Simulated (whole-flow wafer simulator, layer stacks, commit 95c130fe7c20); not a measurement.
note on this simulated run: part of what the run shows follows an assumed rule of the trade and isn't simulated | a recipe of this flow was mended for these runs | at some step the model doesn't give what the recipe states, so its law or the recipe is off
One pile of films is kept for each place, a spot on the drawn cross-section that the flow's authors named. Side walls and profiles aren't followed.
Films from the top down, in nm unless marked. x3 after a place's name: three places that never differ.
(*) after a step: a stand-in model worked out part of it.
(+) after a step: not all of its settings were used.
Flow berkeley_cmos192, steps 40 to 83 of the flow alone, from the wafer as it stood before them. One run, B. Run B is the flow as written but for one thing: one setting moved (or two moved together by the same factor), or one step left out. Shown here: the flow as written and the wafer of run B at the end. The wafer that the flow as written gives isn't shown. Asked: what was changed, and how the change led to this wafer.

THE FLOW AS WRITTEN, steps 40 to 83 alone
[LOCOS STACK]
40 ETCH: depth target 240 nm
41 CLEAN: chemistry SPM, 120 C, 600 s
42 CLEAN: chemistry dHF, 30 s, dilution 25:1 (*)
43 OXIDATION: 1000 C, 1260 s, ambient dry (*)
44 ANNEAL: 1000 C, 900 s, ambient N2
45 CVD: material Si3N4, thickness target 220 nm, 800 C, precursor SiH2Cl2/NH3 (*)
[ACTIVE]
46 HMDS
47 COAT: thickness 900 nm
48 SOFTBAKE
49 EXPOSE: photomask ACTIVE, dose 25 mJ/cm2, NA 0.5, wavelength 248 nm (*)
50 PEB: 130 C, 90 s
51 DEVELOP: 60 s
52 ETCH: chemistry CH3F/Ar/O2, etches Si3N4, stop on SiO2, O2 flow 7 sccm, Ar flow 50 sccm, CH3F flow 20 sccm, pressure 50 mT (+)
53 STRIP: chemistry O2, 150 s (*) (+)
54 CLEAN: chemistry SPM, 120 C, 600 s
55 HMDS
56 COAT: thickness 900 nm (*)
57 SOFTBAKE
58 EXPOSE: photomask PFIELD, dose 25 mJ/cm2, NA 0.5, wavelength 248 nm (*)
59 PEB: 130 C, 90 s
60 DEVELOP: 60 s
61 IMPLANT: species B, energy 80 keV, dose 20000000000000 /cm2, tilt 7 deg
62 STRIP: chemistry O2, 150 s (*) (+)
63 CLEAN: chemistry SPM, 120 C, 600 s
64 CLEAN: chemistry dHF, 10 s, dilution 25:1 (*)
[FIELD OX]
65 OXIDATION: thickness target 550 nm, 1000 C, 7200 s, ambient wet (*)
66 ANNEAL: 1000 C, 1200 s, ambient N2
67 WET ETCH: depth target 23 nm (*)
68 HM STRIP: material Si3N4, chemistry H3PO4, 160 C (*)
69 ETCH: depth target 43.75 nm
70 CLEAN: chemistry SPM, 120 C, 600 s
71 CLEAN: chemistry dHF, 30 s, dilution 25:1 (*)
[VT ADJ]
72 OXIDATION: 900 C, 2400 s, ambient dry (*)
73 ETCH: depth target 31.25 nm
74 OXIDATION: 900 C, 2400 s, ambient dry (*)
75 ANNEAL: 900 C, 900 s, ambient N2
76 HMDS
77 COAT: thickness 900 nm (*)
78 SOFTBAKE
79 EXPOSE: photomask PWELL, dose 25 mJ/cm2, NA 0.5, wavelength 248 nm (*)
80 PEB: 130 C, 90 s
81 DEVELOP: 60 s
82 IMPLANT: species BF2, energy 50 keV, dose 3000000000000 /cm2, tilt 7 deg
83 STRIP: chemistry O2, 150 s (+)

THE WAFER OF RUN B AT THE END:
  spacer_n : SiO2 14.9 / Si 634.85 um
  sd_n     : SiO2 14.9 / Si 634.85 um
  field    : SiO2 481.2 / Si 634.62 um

The cause: step 69, ETCH: depth target 8.75 nm was run, where the flow has depth target 43.75 nm.

How the change led to this, step by step:
  69 ETCH: depth target 43.75 nm
      spacer_n, gate, spacer_p, gate_p, contact, m1: SiO2 -8.75 (as written it would be: SiO2 -16.7 (all of it))
      sd_n, sd_p: SiO2 -8.75 (as written it would be: SiO2 -16.8 (all of it))
      (and at 1 more place)
  70 CLEAN: chemistry SPM, 120 C, 600 s
      sd_n, spacer_n, gate, sd_p, spacer_p, gate_p, contact, m1: nothing (as written it would be: chemical SiO2 +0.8 (new film), Si -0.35)
  71 CLEAN: chemistry dHF, 30 s, dilution 25:1 (*)
      sd_n, spacer_n, gate, sd_p, spacer_p, gate_p, contact, m1: SiO2 -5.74 (as written it would be: chemical SiO2 -0.8 (all of it))
  72 OXIDATION: 900 C, 2400 s, ambient dry (*)
      sd_n, spacer_n, gate, sd_p, spacer_p, gate_p, contact, m1: SiO2 +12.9, Si -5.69 (as written it would be: SiO2 +14.9 (new film), Si -6.57)
